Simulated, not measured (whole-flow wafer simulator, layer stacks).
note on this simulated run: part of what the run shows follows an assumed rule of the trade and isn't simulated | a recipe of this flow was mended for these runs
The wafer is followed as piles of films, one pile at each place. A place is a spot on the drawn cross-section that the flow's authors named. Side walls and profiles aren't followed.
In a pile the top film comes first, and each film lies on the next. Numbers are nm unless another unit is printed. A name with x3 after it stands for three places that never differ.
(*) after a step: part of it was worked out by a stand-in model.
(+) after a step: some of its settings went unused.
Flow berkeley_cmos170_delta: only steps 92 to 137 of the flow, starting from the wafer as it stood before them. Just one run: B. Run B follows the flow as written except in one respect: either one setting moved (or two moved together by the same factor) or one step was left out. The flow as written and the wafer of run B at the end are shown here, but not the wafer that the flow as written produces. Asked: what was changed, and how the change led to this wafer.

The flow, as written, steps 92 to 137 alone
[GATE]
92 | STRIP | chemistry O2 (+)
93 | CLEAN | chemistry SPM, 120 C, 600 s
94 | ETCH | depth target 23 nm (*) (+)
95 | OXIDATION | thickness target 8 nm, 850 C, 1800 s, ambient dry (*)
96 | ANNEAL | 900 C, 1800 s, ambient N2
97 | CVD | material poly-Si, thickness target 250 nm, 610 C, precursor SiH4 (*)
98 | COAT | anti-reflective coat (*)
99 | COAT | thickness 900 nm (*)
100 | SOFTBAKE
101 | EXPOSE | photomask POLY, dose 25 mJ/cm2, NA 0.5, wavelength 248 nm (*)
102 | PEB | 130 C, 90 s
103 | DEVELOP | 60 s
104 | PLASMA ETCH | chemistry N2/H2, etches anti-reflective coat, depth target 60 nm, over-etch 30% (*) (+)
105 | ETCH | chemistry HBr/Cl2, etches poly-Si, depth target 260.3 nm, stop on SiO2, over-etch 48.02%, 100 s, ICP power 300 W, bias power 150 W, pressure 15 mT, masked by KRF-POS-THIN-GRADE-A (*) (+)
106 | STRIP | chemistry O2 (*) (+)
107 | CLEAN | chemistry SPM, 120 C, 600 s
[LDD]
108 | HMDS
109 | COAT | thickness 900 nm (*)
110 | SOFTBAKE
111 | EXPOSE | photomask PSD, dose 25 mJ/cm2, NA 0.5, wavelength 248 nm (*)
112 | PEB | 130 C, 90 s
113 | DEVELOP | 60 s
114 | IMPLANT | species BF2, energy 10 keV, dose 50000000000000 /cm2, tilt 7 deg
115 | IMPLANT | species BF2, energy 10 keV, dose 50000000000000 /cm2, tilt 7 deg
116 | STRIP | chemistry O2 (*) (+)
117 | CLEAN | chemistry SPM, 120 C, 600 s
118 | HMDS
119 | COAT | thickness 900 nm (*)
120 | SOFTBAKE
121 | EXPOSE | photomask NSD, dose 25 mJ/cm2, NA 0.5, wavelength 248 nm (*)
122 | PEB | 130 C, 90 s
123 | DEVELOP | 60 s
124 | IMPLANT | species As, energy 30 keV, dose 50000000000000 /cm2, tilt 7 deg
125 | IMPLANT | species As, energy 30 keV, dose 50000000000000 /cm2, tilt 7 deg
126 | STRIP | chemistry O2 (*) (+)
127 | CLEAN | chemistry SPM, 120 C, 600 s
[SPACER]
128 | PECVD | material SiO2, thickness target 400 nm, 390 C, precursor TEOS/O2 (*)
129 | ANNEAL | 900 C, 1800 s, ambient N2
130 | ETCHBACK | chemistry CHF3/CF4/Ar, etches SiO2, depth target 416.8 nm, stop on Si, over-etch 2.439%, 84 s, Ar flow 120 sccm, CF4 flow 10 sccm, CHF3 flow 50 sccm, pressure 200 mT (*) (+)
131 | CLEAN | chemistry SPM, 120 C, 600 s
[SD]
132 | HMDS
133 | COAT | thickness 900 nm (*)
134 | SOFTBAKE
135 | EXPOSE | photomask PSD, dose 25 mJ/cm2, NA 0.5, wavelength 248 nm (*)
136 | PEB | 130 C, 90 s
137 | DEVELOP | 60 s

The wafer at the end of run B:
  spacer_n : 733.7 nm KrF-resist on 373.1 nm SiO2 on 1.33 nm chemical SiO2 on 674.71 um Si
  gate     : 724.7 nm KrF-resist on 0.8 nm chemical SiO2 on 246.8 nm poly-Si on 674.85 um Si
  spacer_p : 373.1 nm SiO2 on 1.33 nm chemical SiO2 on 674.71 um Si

The reason: step 95, OXIDATION: thickness target 8 nm, 850 C, 1800 s, ambient dry (*), was skipped.

The path from the change to this, step by step:
  98 | COAT | anti-reflective coat (*)
      spacer_n: +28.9 anti-reflective coat (new film) (it would be, as written: +29.7 anti-reflective coat (new film))
      gate: +24.4 anti-reflective coat (new film) (it would be, as written: +25.2 anti-reflective coat (new film))
  104 | PLASMA ETCH | chemistry N2/H2, etches anti-reflective coat, depth target 60 nm, over-etch 30% (*) (+)
      spacer_n: -28.9 anti-reflective coat (all of it), -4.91 poly-Si (it would be, as written: -29.7 anti-reflective coat (all of it), -4.79 poly-Si)
  105 | ETCH | chemistry HBr/Cl2, etches poly-Si, depth target 260.3 nm, stop on SiO2, over-etch 48.02%, 100 s, ICP power 300 W, bias power 150 W, pressure 15 mT, masked by KRF-POS-THIN-GRADE-A (*) (+)
      sd_n: -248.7 poly-Si (all of it), -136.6 Si (it would be, as written: -248.7 poly-Si (all of it), -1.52 SiO2)
      spacer_n: -245.1 poly-Si (all of it), -140.2 Si (it would be, as written: -245.2 poly-Si (all of it), -1.79 SiO2)
      (as well as at 4 more places)
  106 | STRIP | chemistry O2 (*) (+)
      sd_n, spacer_n, sd_p, spacer_p, contact, m1: +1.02 chemical SiO2 (new film), -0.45 Si (it would be, as written: nothing)
      gate: +0.77 chemical SiO2 (new film), -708 KrF-resist (all of it), -24.4 anti-reflective coat (all of it), -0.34 poly-Si (it would be, as written: +0.77 chemical SiO2 (new film), -704.7 KrF-resist (all of it), -25.2 anti-reflective coat (all of it), -0.34 poly-Si)
  109 | COAT | thickness 900 nm (*)
      field: +810.8 KrF-resist (new film) (it would be, as written: +845.9 KrF-resist (new film))
      sd_n: +1086.6 KrF-resist (new film) (it would be, as written: +1014.6 KrF-resist (new film))
      (as well as at 7 more places)
  113 | DEVELOP | 60 s
      sd_p: -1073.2 KrF-resist (all of it) (it would be, as written: -1006 KrF-resist (all of it))
      spacer_p: -1067.7 KrF-resist (all of it) (it would be, as written: -1002.9 KrF-resist (all of it))
      (as well as at 1 more place)
  116 | STRIP | chemistry O2 (*) (+)
      sd_n: -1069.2 KrF-resist (all of it), +0.1 chemical SiO2 (it would be, as written: -997.3 KrF-resist (all of it))
      spacer_n: -1058.6 KrF-resist (all of it), +0.1 chemical SiO2 (it would be, as written: -991.4 KrF-resist (all of it))
      (as well as at 4 more places)
  119 | COAT | thickness 900 nm (*)
      field: +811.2 KrF-resist (new film) (it would be, as written: +845.5 KrF-resist (new film))
      sd_n: +1086.6 KrF-resist (new film) (it would be, as written: +1014.5 KrF-resist (new film))
      (as well as at 7 more places)
  123 | DEVELOP | 60 s
      sd_n: -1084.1 KrF-resist (all of it) (it would be, as written: -1012.2 KrF-resist (all of it))
      spacer_n: -1073.2 KrF-resist (all of it) (it would be, as written: -1005.8 KrF-resist (all of it))
      (as well as at 3 more places)
  126 | STRIP | chemistry O2 (*) (+)
      sd_p: -1058 KrF-resist (all of it), +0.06 chemical SiO2 (it would be, as written: -990.8 KrF-resist (all of it))
      spacer_p: -1052.4 KrF-resist (all of it), +0.06 chemical SiO2 (it would be, as written: -987.4 KrF-resist (all of it))
      (as well as at 2 more places)
  128 | PECVD | material SiO2, thickness target 400 nm, 390 C, precursor TEOS/O2 (*)
      sd_n, contact, m1: +400 SiO2 (new film) (it would be, as written: +400 SiO2)
      spacer_n, spacer_p: +373.1 SiO2 (new film) (it would be, as written: +383.7 SiO2)
      (as well as at 1 more place)
  130 | ETCHBACK | chemistry CHF3/CF4/Ar, etches SiO2, depth target 416.8 nm, stop on Si, over-etch 2.439%, 84 s, Ar flow 120 sccm, CF4 flow 10 sccm, CHF3 flow 50 sccm, pressure 200 mT (*) (+)
      spacer_n, spacer_p: nothing (it would be, as written: -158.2 SiO2)
      sd_n: -400 SiO2 (all of it), -1.33 chemical SiO2 (all of it), -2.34 Si (it would be, as written: -406 SiO2 (all of it), -2.34 Si)
      (as well as at 3 more places)
  133 | COAT | thickness 900 nm (*)
      field: +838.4 KrF-resist (new film) (it would be, as written: +861.2 KrF-resist (new film))
      sd_n: +1094.6 KrF-resist (new film) (it would be, as written: +1013.7 KrF-resist (new film))
      (as well as at 7 more places)
  137 | DEVELOP | 60 s
      sd_p: -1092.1 KrF-resist (all of it) (it would be, as written: -1014.9 KrF-resist (all of it))
      spacer_p: -732.2 KrF-resist (all of it) (it would be, as written: -792.3 KrF-resist (all of it))
      (as well as at 1 more place)
